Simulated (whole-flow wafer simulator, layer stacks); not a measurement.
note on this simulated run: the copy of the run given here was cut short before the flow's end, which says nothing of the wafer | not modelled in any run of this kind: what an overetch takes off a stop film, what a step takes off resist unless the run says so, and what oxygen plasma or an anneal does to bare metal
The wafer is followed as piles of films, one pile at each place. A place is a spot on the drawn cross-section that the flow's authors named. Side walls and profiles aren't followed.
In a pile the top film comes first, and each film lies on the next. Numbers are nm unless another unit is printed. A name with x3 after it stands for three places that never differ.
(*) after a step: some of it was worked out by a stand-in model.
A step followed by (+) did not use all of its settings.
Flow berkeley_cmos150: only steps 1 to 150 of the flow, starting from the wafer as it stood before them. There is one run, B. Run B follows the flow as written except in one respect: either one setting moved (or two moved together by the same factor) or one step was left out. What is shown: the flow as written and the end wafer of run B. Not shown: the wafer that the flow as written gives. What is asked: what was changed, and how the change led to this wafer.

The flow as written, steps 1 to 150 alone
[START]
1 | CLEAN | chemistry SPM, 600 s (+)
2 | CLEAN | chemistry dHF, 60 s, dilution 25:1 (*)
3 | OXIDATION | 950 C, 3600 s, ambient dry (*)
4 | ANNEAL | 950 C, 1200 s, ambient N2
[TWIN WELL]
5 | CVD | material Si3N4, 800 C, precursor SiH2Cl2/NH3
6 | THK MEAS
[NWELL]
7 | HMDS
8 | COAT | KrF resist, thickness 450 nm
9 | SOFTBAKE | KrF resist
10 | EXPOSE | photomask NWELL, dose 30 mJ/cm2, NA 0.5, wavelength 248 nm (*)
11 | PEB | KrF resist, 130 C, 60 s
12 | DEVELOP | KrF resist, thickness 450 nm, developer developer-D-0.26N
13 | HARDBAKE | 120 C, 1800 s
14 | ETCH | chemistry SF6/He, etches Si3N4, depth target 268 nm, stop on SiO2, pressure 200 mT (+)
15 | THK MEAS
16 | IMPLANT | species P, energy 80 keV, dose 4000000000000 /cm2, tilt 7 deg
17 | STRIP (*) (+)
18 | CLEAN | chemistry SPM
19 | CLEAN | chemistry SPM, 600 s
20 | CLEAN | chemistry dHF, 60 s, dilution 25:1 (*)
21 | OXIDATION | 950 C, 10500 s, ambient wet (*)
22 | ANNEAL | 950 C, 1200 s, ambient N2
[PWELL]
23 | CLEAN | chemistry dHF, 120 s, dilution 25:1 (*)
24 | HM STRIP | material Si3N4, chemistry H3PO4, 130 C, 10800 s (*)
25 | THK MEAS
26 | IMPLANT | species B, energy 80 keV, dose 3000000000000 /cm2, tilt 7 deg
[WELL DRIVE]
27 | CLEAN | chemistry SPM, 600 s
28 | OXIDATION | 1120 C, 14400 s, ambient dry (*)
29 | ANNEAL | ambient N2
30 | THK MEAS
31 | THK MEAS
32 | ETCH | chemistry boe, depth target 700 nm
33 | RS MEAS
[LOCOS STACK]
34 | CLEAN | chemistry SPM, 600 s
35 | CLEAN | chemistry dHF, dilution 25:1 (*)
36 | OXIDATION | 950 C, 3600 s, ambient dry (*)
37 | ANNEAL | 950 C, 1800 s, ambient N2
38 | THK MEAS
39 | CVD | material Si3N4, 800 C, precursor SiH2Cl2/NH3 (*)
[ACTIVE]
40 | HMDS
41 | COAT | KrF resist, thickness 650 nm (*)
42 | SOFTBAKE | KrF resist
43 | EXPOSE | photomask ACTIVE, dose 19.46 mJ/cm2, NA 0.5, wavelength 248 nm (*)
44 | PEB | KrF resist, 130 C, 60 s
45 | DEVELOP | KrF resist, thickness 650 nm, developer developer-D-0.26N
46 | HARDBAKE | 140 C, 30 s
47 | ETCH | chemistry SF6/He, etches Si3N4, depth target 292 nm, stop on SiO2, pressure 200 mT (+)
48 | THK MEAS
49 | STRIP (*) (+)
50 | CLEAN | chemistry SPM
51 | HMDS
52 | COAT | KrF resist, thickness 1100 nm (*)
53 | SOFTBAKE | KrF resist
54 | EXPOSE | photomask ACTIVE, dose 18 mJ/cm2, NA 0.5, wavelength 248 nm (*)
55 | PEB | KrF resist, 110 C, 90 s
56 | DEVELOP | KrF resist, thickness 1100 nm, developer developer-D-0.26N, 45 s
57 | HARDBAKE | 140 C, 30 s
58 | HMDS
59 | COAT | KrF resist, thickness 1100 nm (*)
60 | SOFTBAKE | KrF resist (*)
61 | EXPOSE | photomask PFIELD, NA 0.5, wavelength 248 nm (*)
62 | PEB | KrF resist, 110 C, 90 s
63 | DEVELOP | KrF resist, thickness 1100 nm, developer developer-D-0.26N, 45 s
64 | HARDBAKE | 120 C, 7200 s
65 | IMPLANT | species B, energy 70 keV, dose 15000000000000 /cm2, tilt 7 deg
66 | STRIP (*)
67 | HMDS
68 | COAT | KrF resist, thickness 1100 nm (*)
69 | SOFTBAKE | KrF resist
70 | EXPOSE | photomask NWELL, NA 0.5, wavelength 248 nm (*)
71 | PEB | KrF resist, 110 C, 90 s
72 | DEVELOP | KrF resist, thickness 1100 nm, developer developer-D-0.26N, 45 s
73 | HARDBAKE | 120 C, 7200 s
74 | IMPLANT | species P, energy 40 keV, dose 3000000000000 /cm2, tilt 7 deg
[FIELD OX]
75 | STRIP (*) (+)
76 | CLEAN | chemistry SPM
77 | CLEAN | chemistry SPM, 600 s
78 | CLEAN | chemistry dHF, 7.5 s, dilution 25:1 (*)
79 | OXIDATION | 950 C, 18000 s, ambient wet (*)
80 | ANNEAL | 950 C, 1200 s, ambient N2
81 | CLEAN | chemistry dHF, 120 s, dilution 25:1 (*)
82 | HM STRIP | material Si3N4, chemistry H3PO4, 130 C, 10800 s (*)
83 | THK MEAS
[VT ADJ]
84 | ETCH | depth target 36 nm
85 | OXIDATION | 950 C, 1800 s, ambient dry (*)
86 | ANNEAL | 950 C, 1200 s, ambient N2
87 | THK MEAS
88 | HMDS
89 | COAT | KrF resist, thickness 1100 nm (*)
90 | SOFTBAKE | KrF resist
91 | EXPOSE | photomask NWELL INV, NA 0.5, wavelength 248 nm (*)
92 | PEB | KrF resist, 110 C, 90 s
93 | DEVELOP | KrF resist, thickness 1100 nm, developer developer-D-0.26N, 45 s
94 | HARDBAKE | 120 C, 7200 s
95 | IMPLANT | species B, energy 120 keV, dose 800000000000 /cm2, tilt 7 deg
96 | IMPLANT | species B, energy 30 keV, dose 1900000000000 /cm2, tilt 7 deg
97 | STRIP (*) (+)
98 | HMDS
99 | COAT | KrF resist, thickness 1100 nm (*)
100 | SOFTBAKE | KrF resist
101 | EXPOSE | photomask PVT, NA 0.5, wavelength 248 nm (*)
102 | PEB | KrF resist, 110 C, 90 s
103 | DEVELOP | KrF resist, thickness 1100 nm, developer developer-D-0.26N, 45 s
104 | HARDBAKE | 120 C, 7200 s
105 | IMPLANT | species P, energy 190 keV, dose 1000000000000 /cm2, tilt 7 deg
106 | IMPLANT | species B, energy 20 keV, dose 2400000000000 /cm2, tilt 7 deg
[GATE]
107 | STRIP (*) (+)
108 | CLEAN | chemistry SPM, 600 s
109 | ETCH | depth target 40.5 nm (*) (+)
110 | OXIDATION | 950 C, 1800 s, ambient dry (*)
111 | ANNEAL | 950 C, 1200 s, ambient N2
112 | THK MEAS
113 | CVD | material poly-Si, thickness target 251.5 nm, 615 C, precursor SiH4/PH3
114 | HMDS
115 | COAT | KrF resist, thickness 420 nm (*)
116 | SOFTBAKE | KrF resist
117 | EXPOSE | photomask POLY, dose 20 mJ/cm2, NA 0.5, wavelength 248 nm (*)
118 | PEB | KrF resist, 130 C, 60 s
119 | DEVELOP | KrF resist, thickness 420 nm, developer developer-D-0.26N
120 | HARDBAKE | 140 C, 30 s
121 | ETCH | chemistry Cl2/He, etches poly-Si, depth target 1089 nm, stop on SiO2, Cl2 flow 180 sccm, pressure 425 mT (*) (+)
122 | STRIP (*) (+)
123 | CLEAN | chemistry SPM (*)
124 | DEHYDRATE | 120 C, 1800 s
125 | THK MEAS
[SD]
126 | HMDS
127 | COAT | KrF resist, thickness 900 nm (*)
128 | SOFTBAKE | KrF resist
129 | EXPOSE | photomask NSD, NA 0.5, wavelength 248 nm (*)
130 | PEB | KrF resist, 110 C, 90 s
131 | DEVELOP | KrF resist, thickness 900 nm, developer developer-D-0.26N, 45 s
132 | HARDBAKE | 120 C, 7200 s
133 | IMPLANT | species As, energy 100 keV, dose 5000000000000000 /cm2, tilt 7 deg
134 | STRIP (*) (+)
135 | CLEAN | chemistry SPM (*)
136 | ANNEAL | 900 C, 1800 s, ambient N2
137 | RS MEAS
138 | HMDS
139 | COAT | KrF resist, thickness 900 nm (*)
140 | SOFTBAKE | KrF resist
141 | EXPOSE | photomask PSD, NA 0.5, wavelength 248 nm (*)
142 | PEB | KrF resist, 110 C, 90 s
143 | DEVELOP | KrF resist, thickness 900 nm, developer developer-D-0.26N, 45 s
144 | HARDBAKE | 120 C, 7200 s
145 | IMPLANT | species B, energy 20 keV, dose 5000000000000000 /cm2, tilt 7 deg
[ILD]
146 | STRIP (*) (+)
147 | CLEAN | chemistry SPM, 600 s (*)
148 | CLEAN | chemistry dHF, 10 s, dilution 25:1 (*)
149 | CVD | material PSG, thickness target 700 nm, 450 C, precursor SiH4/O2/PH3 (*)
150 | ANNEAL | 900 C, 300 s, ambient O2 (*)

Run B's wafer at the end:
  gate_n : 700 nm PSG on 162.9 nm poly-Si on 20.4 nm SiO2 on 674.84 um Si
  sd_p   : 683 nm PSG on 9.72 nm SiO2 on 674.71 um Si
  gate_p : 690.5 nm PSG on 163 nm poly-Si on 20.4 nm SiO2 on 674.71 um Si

Cause: step 113, CVD: thickness target 163.5 nm was run, whereas the flow has thickness target 251.5 nm.

How this came from the change, step by step:
  113 | CVD | material poly-Si, thickness target 251.5 nm, 615 C, precursor SiH4/PH3
      field, field_p, sd_n, gate_n, sd_p, gate_p, contact, m1: +163.5 poly-Si (new film) (as written it would have been: +251.5 poly-Si (new film))
  121 | ETCH | chemistry Cl2/He, etches poly-Si, depth target 1089 nm, stop on SiO2, Cl2 flow 180 sccm, pressure 425 mT (*) (+)
      field, field_p, sd_n, sd_p, contact, m1: -163.5 poly-Si (all of it), -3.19 SiO2 (as written it would have been: -251.5 poly-Si (all of it), -3.19 SiO2)
      gate_n, gate_p: -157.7 KrF resist (as written it would have been: -220.6 KrF resist)
  122 | STRIP (*) (+)
      gate_n: +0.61 chemical SiO2 (new film), -230.4 KrF resist (all of it), -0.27 poly-Si (as written it would have been: +0.57 chemical SiO2 (new film), -169.8 KrF resist (all of it), -0.25 poly-Si)
      gate_p: +0.61 chemical SiO2 (new film), -266.6 KrF resist (all of it), -0.27 poly-Si (as written it would have been: +0.57 chemical SiO2 (new film), -206.4 KrF resist (all of it), -0.25 poly-Si)
  127 | COAT | KrF resist, thickness 900 nm (*)
      gate_n: +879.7 KrF resist (new film) (as written it would have been: +819.9 KrF resist (new film))
      gate_p: +949.8 KrF resist (new film) (as written it would have been: +888.9 KrF resist (new film))
  131 | DEVELOP | KrF resist, thickness 900 nm, developer developer-D-0.26N, 45 s
      gate_n: -873.7 KrF resist (all of it) (as written it would have been: -814.3 KrF resist (all of it))
  132 | HARDBAKE | 120 C, 7200 s
      gate_p: -15 KrF resist (as written it would have been: -14 KrF resist)
  134 | STRIP (*) (+)
      gate_p: -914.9 KrF resist (all of it), +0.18 chemical SiO2 (as written it would have been: -855.5 KrF resist (all of it), +0.18 chemical SiO2)
  139 | COAT | KrF resist, thickness 900 nm (*)
      gate_n: +879.6 KrF resist (new film) (as written it would have been: +819.8 KrF resist (new film))
      gate_p: +949.7 KrF resist (new film) (as written it would have been: +888.9 KrF resist (new film))
  143 | DEVELOP | KrF resist, thickness 900 nm, developer developer-D-0.26N, 45 s
      gate_p: -943.1 KrF resist (all of it) (as written it would have been: -882.7 KrF resist (all of it))
  144 | HARDBAKE | 120 C, 7200 s
      gate_n: -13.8 KrF resist (as written it would have been: -12.8 KrF resist)
  146 | STRIP (*) (+)
      gate_n: -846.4 KrF resist (all of it), +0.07 chemical SiO2, -0.03 poly-Si (as written it would have been: -788 KrF resist (all of it), +0.07 chemical SiO2, -0.03 poly-Si)
  149 | CVD | material PSG, thickness target 700 nm, 450 C, precursor SiH4/O2/PH3 (*)
      sd_p: +683 PSG (new film) (as written it would have been: +639.5 PSG (new film))
